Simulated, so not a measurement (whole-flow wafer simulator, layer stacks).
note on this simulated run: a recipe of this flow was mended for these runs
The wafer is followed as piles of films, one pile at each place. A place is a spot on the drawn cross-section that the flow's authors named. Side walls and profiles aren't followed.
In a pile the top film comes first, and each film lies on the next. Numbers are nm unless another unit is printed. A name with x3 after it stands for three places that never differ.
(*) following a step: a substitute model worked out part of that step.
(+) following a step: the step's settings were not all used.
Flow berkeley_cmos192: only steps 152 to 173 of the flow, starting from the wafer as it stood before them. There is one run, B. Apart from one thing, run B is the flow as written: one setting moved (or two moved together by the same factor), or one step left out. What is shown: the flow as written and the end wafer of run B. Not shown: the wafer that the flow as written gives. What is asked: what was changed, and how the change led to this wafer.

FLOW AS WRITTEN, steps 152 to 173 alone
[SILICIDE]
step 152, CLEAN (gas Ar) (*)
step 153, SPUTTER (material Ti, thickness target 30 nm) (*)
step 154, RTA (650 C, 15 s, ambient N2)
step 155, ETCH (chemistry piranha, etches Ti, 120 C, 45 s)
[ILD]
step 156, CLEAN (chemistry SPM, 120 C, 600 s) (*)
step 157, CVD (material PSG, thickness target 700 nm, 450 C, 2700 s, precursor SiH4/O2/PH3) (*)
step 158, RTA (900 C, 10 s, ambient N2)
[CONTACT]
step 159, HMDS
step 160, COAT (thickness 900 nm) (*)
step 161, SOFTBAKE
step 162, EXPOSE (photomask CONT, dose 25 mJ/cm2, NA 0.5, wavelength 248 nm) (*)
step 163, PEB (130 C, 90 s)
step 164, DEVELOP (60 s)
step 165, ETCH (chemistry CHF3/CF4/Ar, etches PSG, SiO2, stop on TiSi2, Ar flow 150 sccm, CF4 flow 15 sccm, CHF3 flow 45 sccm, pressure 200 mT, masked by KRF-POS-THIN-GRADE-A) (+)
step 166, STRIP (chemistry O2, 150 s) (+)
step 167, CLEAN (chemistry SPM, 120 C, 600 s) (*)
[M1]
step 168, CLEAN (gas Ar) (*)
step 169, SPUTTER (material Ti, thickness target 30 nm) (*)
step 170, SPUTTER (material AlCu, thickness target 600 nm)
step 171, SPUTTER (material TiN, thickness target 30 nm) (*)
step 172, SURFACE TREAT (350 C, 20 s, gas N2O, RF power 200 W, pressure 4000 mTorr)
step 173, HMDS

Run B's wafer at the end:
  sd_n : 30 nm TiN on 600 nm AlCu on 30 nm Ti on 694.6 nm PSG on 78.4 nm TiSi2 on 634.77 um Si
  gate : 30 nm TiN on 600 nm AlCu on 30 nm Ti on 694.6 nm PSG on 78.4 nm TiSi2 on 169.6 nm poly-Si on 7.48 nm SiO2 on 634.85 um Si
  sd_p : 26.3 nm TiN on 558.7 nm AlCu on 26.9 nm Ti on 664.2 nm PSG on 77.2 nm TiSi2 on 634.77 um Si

What caused this: step 153, SPUTTER: thickness target 44 nm was run, though the flow has thickness target 30 nm.

How this came from the change, step by step:
  step 153, SPUTTER (material Ti, thickness target 30 nm) (*)
      field, sd_n, spacer_n, gate, spacer_p, gate_p, contact, m1: +44 Ti (new film) (as written it would have been: +30 Ti (new film))
      sd_p: +41.4 Ti (new film) (as written it would have been: +28.2 Ti (new film))
  step 154, RTA (650 C, 15 s, ambient N2)
      sd_n, contact, m1: -32.8 Ti, +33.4 TiSi first (new film), +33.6 TiSi2 C49 (new film), -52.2 Si (as written it would have been: -23.4 Ti, +6.2 TiSi first (new film), +50.3 TiSi2 C49 (new film), -49 Si)
      gate, gate_p: -32.8 Ti, +33.4 TiSi first (new film), +33.6 TiSi2 C49 (new film), -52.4 poly-Si (as written it would have been: -23.4 Ti, +6.2 TiSi first (new film), +50.3 TiSi2 C49 (new film), -49.2 poly-Si)
      (also at 1 further place)
  step 155, ETCH (chemistry piranha, etches Ti, 120 C, 45 s)
      sd_n, gate, gate_p, contact, m1: -11.2 Ti (all of it), -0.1 TiSi first (as written it would have been: -6.6 Ti (all of it), -0.1 TiSi first)
      field, spacer_n, spacer_p: -44 Ti (all of it) (as written it would have been: -30 Ti (all of it))
      (also at 1 further place)
  step 158, RTA (900 C, 10 s, ambient N2)
      sd_n, contact, m1: under 1 film: +78.4 TiSi2 (new film), -33.3 TiSi first (all of it), -33.6 TiSi2 C49 (all of it), -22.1 Si (as written it would have been: under 1 film: +55.9 TiSi2 (new film), -6.09 TiSi first (all of it), -50.3 TiSi2 C49 (all of it), -4.05 Si)
      gate, gate_p: under 1 film: +78.4 TiSi2 (new film), -33.3 TiSi first (all of it), -33.6 TiSi2 C49 (all of it), -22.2 poly-Si (as written it would have been: under 1 film: +55.9 TiSi2 (new film), -6.09 TiSi first (all of it), -50.3 TiSi2 C49 (all of it), -4.06 poly-Si)
      (also at 1 further place)
